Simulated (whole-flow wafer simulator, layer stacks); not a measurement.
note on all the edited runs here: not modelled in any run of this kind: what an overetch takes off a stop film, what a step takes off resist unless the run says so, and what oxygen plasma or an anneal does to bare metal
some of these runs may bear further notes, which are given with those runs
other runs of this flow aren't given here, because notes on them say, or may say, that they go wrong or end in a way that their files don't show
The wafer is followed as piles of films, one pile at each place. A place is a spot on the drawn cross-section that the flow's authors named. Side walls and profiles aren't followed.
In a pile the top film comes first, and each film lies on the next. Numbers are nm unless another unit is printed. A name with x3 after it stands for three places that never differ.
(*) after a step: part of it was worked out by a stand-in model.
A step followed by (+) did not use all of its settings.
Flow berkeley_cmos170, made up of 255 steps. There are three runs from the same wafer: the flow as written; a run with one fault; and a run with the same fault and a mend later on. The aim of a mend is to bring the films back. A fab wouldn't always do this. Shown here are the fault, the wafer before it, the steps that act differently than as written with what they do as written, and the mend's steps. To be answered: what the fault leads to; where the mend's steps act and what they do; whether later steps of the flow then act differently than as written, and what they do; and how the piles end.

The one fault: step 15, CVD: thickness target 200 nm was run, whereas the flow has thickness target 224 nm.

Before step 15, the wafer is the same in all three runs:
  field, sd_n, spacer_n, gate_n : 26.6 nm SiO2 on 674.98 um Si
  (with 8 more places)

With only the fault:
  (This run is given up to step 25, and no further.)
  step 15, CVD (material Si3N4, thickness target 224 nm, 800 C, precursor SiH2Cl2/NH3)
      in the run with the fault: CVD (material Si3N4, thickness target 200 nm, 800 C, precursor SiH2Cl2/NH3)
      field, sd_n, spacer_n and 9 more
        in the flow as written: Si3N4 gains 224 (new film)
        in the run with the fault: Si3N4 gains 200 (new film)
  Steps later in the flow that act otherwise than as written:
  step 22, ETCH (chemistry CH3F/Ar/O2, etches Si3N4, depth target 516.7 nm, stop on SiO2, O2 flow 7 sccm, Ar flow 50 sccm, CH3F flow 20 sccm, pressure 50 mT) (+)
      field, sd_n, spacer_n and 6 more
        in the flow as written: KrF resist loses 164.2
        in the run with the fault: KrF resist loses 148.2
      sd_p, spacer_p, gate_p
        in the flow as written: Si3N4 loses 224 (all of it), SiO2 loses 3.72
        in the run with the fault: Si3N4 loses 200 (all of it), SiO2 loses 3.72
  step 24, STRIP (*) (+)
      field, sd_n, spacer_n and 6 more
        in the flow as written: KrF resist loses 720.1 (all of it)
        in the run with the fault: KrF resist loses 736.1 (all of it)
  Once step 25 is done, the piles at field, sd_n, spacer_n and 6 more depart from the flow's by more than 2% or 0.5 nm, whichever is larger.
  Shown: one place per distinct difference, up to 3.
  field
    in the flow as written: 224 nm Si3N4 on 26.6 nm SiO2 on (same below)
    in the run with the fault: 200 nm Si3N4 on 26.6 nm SiO2 on (same below)

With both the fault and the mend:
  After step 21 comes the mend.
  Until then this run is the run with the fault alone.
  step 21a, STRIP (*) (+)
      field, sd_n, spacer_n and 6 more
        KrF resist loses 884.4 (all of it)
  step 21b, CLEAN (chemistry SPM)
      leaves every film unchanged at each place that is followed
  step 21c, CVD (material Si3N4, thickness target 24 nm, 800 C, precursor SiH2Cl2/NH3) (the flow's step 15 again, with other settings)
      field, sd_n, spacer_n and 9 more
        Si3N4 gains 24
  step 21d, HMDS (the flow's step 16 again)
      leaves every film unchanged at each place that is followed
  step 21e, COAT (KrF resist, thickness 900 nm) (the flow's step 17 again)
      field, sd_n, spacer_n and 9 more
        KrF resist gains 900 (new film)
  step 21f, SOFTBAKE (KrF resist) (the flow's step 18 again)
      leaves every film unchanged at each place that is followed
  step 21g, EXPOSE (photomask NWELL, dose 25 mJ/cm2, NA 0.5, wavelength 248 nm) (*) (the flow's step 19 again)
      leaves every film unchanged at each place that is followed
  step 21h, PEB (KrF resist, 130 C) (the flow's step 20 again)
      field, sd_n, spacer_n and 9 more
        KrF resist loses 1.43
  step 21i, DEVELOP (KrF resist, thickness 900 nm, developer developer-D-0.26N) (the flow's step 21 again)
      field, sd_n, spacer_n and 6 more
        KrF resist loses 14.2
      sd_p, spacer_p, gate_p
        KrF resist loses 898.6 (all of it)
  Later steps of the flow that are run all act as written at every place that is followed.
  By the end, the piles equal the flow's at every place that both follow.
